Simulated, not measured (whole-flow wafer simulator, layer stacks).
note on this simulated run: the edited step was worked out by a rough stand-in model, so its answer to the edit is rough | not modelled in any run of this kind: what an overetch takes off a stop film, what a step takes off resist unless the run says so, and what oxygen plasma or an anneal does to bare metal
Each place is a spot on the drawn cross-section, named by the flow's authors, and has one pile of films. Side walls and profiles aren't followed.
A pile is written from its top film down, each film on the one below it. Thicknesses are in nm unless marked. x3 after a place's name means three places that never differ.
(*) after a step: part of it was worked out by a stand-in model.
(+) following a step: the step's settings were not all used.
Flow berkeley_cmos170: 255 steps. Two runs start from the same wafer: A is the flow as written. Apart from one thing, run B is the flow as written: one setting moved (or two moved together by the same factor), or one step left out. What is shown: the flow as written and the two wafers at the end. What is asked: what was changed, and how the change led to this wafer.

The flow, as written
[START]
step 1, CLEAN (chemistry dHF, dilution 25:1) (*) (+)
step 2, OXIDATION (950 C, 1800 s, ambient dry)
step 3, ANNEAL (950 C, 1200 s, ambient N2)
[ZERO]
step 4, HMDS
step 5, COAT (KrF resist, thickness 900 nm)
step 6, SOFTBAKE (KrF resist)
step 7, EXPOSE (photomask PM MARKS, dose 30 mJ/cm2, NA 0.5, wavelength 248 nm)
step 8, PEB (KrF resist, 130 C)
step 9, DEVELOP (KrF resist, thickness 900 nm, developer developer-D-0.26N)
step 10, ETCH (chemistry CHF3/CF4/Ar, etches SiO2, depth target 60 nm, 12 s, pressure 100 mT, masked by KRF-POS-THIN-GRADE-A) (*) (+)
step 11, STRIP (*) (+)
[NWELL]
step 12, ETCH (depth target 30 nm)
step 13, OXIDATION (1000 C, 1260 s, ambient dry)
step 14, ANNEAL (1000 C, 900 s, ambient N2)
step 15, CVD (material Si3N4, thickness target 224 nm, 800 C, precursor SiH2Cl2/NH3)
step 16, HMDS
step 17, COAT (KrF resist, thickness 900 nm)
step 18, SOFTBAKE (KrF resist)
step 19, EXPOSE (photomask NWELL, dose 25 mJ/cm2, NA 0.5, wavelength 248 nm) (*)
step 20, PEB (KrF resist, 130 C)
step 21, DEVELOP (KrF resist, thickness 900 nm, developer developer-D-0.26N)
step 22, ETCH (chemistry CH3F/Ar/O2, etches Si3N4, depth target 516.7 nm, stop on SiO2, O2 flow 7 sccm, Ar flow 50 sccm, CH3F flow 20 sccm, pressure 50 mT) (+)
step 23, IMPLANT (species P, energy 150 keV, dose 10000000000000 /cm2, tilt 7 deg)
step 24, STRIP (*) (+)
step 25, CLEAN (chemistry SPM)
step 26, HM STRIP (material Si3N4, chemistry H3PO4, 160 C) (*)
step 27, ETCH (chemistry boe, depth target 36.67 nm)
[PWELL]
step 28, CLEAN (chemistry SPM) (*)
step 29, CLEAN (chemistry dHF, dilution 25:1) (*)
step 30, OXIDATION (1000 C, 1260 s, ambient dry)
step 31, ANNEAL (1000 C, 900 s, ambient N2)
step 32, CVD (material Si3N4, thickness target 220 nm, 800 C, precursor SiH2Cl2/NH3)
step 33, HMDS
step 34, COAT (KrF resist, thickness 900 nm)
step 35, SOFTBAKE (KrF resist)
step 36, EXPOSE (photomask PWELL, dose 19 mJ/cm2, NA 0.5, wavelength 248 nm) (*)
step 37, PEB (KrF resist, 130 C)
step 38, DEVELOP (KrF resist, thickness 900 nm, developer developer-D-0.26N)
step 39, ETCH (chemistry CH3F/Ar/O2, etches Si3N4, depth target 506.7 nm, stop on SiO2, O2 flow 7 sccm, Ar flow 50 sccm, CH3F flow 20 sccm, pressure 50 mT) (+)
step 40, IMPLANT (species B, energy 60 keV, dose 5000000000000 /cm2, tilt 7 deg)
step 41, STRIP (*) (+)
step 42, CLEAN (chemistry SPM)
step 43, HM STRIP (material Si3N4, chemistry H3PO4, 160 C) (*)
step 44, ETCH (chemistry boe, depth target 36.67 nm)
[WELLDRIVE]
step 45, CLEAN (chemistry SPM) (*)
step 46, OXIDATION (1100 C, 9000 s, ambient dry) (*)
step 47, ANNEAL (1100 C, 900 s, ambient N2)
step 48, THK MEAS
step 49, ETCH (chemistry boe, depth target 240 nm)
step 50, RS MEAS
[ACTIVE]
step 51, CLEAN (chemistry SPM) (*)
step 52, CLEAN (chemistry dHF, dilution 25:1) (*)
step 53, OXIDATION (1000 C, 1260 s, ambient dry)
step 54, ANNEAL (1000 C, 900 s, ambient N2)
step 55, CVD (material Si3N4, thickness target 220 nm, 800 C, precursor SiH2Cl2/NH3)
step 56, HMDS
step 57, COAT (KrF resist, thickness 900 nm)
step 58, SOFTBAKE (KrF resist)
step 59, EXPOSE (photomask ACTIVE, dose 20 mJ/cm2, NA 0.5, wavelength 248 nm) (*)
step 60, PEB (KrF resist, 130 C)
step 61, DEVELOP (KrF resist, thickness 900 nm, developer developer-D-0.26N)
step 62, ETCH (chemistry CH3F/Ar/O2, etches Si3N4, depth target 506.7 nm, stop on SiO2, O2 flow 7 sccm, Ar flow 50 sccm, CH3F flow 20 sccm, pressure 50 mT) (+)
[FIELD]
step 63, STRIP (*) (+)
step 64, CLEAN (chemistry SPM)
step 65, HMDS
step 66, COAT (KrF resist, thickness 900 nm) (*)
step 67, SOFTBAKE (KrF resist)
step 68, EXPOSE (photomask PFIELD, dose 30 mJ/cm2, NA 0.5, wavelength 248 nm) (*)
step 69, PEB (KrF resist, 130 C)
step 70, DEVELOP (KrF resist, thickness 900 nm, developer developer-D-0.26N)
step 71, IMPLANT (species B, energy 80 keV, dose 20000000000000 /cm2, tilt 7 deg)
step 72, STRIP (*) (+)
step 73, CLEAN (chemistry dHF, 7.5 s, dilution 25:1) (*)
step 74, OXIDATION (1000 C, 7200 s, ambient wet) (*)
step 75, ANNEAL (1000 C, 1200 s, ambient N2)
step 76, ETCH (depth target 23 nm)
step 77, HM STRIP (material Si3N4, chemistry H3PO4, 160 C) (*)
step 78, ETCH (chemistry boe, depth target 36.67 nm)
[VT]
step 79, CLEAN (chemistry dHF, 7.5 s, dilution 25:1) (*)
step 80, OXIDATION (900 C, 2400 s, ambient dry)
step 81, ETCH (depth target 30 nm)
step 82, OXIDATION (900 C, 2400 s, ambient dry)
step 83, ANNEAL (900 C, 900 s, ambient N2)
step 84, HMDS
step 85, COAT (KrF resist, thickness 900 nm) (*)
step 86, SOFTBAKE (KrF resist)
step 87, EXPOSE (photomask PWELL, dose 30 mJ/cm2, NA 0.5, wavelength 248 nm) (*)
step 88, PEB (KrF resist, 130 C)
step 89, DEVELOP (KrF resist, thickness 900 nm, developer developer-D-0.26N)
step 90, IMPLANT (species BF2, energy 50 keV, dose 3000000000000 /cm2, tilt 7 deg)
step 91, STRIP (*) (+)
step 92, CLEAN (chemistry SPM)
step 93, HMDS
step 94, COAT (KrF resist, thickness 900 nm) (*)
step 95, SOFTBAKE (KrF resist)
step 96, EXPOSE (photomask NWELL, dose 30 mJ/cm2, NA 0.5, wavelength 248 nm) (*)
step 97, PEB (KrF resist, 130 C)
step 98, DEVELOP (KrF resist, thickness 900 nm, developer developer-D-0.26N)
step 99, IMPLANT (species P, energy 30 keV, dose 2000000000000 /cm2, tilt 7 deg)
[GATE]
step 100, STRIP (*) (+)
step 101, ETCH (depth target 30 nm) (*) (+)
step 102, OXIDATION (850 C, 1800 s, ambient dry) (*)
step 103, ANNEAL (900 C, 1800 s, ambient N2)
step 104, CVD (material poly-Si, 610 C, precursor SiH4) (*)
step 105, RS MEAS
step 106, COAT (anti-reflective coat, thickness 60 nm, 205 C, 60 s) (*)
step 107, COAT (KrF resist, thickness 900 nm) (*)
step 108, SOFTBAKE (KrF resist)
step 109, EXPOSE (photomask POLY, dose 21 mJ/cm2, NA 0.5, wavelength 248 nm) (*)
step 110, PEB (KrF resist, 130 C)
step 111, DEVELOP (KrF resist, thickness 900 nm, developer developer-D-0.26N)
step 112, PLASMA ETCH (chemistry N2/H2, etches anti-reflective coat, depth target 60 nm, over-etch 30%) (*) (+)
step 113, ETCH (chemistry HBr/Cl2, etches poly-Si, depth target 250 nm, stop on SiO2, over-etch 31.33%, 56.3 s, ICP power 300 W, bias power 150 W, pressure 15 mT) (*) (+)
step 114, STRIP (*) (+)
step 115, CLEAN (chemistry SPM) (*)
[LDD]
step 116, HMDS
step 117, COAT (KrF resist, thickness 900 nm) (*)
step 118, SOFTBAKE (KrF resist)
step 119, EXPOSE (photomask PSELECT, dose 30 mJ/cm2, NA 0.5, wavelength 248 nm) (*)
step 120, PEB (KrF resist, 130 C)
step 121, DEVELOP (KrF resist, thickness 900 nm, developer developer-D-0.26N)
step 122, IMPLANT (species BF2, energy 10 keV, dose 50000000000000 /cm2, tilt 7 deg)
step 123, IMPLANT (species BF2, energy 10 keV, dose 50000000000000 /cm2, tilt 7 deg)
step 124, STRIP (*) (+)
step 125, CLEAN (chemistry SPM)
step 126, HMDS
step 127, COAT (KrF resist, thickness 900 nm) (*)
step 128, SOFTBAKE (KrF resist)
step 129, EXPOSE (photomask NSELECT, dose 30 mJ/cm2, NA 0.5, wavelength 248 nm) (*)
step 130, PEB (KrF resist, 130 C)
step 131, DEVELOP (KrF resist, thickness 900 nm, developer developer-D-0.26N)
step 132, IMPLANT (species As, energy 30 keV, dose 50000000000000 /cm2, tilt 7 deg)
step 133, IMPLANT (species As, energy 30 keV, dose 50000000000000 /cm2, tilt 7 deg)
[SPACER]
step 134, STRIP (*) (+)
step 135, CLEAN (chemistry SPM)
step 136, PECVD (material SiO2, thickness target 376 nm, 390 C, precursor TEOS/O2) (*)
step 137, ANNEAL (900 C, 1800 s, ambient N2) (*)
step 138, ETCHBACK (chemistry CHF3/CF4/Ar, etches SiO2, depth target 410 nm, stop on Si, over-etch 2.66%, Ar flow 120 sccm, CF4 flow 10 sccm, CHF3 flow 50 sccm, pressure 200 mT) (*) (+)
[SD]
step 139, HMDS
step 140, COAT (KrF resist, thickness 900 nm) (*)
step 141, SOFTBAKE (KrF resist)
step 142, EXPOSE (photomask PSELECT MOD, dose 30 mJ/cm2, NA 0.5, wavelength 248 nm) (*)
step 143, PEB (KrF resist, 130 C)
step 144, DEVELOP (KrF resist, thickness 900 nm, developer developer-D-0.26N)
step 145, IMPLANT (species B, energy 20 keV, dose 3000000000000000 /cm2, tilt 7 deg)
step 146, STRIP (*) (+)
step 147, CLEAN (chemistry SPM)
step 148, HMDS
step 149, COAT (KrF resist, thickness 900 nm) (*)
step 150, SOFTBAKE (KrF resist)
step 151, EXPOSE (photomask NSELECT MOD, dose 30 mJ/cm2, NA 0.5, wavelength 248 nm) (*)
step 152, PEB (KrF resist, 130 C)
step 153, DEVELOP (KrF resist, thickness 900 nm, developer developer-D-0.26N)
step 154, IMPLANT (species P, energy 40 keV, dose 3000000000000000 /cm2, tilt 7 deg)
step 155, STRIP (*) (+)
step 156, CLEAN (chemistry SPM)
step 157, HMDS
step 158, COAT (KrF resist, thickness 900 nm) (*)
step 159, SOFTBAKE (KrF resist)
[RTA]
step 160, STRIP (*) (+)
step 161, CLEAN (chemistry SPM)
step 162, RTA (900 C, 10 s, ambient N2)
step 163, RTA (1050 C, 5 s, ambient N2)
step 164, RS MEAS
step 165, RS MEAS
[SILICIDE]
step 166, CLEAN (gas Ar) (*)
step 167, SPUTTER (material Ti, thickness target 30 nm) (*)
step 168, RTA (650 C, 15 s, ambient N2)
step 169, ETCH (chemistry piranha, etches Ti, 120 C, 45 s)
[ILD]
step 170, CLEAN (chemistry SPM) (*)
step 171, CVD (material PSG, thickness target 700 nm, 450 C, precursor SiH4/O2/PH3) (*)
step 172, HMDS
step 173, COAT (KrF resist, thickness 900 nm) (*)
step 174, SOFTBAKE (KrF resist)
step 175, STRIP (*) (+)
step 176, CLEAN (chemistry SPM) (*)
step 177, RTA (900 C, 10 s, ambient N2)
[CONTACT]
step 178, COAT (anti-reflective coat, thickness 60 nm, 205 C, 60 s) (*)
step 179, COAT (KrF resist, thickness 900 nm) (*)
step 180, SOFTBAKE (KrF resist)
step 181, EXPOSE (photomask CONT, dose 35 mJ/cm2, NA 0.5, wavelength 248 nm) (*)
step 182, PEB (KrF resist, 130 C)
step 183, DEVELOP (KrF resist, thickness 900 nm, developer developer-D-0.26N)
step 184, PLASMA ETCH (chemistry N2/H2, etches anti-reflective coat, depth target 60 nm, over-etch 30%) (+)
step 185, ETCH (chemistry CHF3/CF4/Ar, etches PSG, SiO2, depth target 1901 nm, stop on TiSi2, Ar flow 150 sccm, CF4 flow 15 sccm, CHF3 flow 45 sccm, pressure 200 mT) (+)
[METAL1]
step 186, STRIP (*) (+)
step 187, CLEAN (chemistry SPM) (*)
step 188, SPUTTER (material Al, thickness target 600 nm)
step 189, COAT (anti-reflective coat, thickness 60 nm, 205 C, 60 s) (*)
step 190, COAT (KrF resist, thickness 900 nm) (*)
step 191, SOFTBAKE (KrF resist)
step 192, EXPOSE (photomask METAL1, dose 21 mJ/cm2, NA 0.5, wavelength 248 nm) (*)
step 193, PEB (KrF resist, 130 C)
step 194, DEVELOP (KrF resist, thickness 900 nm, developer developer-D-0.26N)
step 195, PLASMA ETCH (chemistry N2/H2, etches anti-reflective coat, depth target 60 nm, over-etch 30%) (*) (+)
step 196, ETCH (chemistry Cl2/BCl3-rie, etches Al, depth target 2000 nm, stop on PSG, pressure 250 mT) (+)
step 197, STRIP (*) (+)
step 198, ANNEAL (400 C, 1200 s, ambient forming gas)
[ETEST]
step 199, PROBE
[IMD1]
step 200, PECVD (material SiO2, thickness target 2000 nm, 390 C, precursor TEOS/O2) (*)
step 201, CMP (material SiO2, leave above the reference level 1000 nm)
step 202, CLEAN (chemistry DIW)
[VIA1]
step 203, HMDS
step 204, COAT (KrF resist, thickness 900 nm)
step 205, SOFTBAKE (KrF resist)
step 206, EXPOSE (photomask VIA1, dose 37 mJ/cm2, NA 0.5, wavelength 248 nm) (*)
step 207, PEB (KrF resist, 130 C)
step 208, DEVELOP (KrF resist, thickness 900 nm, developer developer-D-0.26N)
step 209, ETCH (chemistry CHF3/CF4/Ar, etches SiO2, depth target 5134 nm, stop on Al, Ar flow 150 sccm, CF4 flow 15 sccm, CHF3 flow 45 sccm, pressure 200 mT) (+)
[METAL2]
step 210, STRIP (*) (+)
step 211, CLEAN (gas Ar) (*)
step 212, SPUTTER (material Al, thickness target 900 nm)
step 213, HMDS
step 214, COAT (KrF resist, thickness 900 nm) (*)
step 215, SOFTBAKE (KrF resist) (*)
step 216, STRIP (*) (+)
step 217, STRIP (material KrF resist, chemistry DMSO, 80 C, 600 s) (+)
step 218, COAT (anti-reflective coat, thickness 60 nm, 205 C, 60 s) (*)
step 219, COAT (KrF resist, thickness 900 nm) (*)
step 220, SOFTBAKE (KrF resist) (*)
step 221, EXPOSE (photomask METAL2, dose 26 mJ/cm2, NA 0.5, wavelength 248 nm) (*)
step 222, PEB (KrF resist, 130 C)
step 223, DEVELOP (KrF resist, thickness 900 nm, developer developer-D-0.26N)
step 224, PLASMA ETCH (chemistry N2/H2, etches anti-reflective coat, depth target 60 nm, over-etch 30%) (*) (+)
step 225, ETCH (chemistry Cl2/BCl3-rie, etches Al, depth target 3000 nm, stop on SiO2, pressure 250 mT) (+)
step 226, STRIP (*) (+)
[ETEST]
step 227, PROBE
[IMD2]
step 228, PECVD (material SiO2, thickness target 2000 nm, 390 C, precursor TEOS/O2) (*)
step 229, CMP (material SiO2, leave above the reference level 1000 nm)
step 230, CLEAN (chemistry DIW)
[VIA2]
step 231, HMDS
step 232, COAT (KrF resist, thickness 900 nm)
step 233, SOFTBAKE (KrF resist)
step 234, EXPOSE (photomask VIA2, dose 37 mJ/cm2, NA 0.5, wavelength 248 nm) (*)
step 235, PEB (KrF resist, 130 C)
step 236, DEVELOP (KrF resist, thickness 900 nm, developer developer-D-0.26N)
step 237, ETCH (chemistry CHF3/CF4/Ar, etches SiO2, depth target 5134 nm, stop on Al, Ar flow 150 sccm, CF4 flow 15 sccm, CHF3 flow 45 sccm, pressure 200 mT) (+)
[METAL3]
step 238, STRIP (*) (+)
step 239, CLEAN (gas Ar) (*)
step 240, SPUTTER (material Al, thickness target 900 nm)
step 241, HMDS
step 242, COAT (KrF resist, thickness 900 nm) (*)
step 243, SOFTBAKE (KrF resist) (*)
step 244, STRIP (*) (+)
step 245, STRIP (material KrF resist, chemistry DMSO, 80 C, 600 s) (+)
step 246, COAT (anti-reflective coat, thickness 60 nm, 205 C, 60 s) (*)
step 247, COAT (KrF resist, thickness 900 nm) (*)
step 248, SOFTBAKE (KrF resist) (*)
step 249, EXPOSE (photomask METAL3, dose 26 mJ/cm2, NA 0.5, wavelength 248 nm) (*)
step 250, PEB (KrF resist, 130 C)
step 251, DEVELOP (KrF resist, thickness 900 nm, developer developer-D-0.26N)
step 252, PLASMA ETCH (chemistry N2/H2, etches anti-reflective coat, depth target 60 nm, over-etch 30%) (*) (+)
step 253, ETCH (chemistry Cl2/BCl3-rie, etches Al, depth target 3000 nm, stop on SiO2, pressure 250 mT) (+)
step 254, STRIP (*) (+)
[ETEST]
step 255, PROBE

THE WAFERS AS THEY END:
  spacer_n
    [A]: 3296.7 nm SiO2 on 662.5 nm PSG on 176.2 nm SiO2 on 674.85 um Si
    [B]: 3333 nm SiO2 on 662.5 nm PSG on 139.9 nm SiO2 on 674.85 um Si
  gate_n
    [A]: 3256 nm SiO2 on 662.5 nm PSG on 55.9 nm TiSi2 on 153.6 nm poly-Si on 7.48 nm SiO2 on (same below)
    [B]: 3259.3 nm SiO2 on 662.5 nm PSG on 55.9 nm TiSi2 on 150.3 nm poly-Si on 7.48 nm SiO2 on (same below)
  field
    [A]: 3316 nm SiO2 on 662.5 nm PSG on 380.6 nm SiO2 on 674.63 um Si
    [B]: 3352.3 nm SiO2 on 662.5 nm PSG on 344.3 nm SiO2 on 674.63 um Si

What caused this: step 136, PECVD: thickness target 338 nm was run, while the flow as written has thickness target 376 nm.

The path from the change to this, step by step:
  step 136, PECVD (material SiO2, thickness target 376 nm, 390 C, precursor TEOS/O2) (*)
      field, sd_n, spacer_n and 7 more: A SiO2 gains 376 | B SiO2 gains 338
      gate_n, gate_p: A SiO2 gains 376 (new film) | B SiO2 gains 338 (new film)
  step 137, ANNEAL (900 C, 1800 s, ambient N2) (*)
      field, sd_n, spacer_n and 9 more: A SiO2 loses 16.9 | B SiO2 loses 15.2
  step 138, ETCHBACK (chemistry CHF3/CF4/Ar, etches SiO2, depth target 410 nm, stop on Si, over-etch 2.66%, Ar flow 120 sccm, CF4 flow 10 sccm, CHF3 flow 50 sccm, pressure 200 mT) (*) (+)
      sd_n, sd_p, contact, m1, via1, m2, via2: A SiO2 loses 366 (all of it) | B SiO2 loses 329.7 (all of it)
      gate_n, gate_p: A SiO2 loses 359.1 (all of it), chemical SiO2 loses 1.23 (all of it), poly-Si loses 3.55 | B SiO2 loses 322.8 (all of it), chemical SiO2 loses 1.23 (all of it), poly-Si loses 6.85
  step 140, COAT (KrF resist, thickness 900 nm) (*)
      sd_n: A KrF resist gains 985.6 (new film) | B KrF resist gains 965.7 (new film)
      spacer_n: A KrF resist gains 825.5 (new film) | B KrF resist gains 842.8 (new film)
      (as well as at 1 more place)
  step 144, DEVELOP (KrF resist, thickness 900 nm, developer developer-D-0.26N)
      spacer_p: A KrF resist loses 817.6 (all of it) | B KrF resist loses 836.9 (all of it)
  step 146, STRIP (*) (+)
      sd_n: A chemical SiO2 gains 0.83 (new film), KrF resist loses 969.8 (all of it), Si loses 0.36 | B chemical SiO2 gains 0.82 (new film), KrF resist loses 949.9 (all of it), Si loses 0.36
      spacer_n: A KrF resist loses 810 (all of it) | B KrF resist loses 827.3 (all of it)
      (as well as at 1 more place)
  step 149, COAT (KrF resist, thickness 900 nm) (*)
      sd_n: A KrF resist gains 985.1 (new film) | B KrF resist gains 965.2 (new film)
      gate_n: A KrF resist gains 792.7 (new film) | B KrF resist gains 776.3 (new film)
      (as well as at 1 more place)
  step 153, DEVELOP (KrF resist, thickness 900 nm, developer developer-D-0.26N)
      sd_n: A KrF resist loses 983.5 (all of it) | B KrF resist loses 963.7 (all of it)
      gate_n: A KrF resist loses 791.5 (all of it) | B KrF resist loses 775.1 (all of it)
  step 155, STRIP (*) (+)
      spacer_p: A KrF resist loses 804 (all of it) | B KrF resist loses 822.8 (all of it)
  step 158, COAT (KrF resist, thickness 900 nm) (*)
      sd_n: A KrF resist gains 984.8 (new film) | B KrF resist gains 965.1 (new film)
      spacer_n: A KrF resist gains 825.6 (new film) | B KrF resist gains 842.7 (new film)
      (as well as at 2 more places)
  step 160, STRIP (*) (+)
      sd_n: A KrF resist loses 984.8 (all of it), chemical SiO2 gains 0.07 | B KrF resist loses 965.1 (all of it), chemical SiO2 gains 0.07
      spacer_n: A KrF resist loses 825.6 (all of it) | B KrF resist loses 842.7 (all of it)
      (as well as at 2 more places)
  step 173, COAT (KrF resist, thickness 900 nm) (*)
      sd_p: A KrF resist gains 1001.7 (new film) | B KrF resist gains 981.6 (new film)
  step 175, STRIP (*) (+)
      sd_p: A KrF resist loses 1001.7 (all of it) | B KrF resist loses 981.6 (all of it)
  step 178, COAT (anti-reflective coat, thickness 60 nm, 205 C, 60 s) (*)
      field: A anti-reflective coat gains 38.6 (new film) | B anti-reflective coat gains 37.6 (new film)
      sd_n: A anti-reflective coat gains 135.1 (new film) | B anti-reflective coat gains 117.6 (new film)
      (as well as at 7 more places)
  step 179, COAT (KrF resist, thickness 900 nm) (*)
      sd_p: A KrF resist gains 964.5 (new film) | B KrF resist gains 941.8 (new film)
      spacer_p: A KrF resist gains 841.3 (new film) | B KrF resist gains 863.7 (new film)
  step 186, STRIP (*) (+)
      field: A KrF resist loses 623.9 (all of it), anti-reflective coat loses 38.6 (all of it) | B KrF resist loses 629.5 (all of it), anti-reflective coat loses 37.6 (all of it)
      sd_n: A KrF resist loses 643.8 (all of it), anti-reflective coat loses 135.1 (all of it) | B KrF resist loses 641.1 (all of it), anti-reflective coat loses 117.6 (all of it)
      (as well as at 8 more places)
  ... 6 further steps ...
  step 201, CMP (material SiO2, leave above the reference level 1000 nm)
      spacer_n, spacer_p: A SiO2 loses 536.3 | B SiO2 loses 500.1
      field: A SiO2 loses 517 | B SiO2 loses 480.7
